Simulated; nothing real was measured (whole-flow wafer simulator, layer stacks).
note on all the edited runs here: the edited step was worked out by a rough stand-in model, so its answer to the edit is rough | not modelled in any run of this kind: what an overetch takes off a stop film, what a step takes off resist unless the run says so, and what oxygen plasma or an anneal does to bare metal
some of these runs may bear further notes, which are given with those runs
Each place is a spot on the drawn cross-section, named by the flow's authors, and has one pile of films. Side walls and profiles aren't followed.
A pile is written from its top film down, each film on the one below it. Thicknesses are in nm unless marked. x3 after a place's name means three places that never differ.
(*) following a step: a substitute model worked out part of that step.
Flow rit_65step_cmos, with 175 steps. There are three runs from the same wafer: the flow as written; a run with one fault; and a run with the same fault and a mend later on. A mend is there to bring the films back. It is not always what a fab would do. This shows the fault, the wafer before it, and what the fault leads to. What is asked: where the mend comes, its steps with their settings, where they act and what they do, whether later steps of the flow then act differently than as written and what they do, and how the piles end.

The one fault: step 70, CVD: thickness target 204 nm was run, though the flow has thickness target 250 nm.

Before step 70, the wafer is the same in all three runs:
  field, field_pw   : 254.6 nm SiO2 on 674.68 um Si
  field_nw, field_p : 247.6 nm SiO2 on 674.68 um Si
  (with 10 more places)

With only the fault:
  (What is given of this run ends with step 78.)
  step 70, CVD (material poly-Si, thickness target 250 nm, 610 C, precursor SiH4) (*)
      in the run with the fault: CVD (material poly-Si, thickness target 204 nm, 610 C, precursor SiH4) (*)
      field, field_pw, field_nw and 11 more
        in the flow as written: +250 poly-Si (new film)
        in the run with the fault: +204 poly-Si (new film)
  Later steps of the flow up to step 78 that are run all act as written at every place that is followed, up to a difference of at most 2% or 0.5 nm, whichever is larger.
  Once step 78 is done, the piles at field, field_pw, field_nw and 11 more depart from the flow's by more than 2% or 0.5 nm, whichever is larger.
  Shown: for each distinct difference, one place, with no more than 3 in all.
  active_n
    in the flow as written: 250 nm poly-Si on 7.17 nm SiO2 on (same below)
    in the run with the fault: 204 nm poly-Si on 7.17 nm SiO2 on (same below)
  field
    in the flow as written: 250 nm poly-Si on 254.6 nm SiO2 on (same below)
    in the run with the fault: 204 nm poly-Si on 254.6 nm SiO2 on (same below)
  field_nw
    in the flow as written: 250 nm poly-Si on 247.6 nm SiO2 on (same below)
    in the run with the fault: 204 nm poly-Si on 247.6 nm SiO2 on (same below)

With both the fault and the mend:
  The mend follows step 71.
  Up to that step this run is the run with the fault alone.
  step 71a, ETCH (chemistry tmah, depth target 234.6 nm)
      field, field_pw, field_nw and 11 more
        -204 poly-Si (all of it)
  step 71b, CLEAN (chemistry SC2, 75 C, 600 s) (the flow's step 66, run once more)
      leaves every film unchanged at each place that is followed
  step 71c, CVD (material poly-Si, thickness target 250 nm, 610 C, precursor SiH4) (*) (the flow's step 70, run once more)
      field, field_pw, field_nw and 11 more
        +250 poly-Si (new film)
  Later steps of the flow that are run all act as written at every place that is followed.
  At every place that both follow, the piles at the end match the flow's.
